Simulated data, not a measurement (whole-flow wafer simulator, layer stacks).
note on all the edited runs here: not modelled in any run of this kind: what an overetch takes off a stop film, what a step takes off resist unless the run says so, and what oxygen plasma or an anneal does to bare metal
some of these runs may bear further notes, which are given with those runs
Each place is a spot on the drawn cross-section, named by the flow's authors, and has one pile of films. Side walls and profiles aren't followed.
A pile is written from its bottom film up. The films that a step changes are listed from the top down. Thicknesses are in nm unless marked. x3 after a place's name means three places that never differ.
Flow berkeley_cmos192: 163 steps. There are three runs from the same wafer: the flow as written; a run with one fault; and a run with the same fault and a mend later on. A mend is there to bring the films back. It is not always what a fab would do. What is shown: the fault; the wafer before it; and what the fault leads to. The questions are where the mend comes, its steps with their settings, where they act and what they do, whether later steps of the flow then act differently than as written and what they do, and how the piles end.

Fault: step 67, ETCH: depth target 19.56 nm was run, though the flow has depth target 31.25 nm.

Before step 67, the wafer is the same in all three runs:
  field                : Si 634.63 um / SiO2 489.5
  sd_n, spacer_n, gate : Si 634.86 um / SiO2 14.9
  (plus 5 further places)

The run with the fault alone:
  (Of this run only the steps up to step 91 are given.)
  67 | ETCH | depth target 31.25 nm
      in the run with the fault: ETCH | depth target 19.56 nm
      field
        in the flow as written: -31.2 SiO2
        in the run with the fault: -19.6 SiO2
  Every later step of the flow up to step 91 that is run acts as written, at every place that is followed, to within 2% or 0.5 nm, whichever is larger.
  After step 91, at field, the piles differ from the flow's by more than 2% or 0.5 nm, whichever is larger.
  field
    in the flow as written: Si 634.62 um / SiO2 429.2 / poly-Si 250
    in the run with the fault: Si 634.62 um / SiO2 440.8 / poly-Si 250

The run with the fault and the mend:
  The mend stands after step 67.
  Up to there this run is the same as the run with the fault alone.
  67a | ETCH | depth target 11.69 nm (the flow's step 67, run once more with other settings)
      field
        -11.7 SiO2
  Every later step of the flow that is run acts as written, at every place that is followed, to within 2% or 0.5 nm, whichever is larger.
  The piles end the same as the flow's at every place that both follow.
